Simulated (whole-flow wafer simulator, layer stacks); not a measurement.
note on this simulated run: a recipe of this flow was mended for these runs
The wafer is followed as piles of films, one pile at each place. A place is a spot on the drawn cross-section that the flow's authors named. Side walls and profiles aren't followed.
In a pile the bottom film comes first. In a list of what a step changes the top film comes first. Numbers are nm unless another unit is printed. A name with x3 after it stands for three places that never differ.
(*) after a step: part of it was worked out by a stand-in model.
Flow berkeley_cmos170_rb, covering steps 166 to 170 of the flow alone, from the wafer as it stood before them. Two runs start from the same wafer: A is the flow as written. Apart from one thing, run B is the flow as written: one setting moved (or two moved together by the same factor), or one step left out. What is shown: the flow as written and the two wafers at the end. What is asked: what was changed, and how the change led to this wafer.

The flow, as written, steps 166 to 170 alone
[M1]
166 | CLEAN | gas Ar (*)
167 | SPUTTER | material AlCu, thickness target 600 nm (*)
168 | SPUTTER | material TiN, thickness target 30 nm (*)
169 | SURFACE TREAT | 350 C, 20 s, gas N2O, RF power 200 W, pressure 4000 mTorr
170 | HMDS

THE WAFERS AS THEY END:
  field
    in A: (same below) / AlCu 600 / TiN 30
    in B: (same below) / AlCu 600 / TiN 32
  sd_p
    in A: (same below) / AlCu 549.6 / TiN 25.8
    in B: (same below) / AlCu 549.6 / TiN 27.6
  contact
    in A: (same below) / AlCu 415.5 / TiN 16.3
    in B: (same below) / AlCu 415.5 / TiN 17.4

Cause: step 168, SPUTTER: thickness target 32 nm was run, though the flow has thickness target 30 nm.
The wafer itself shows it: field has TiN 32, and step 168 as written asks for 30 nm.

The path from the change to this, step by step:
  168 | SPUTTER | material TiN, thickness target 30 nm (*)
      field, sd_n, spacer_n, gate, spacer_p, gate_p, m1: A +30 TiN (new film) | B +32 TiN (new film)
      sd_p: A +25.8 TiN (new film) | B +27.6 TiN (new film)
      (as well as at 1 more place)
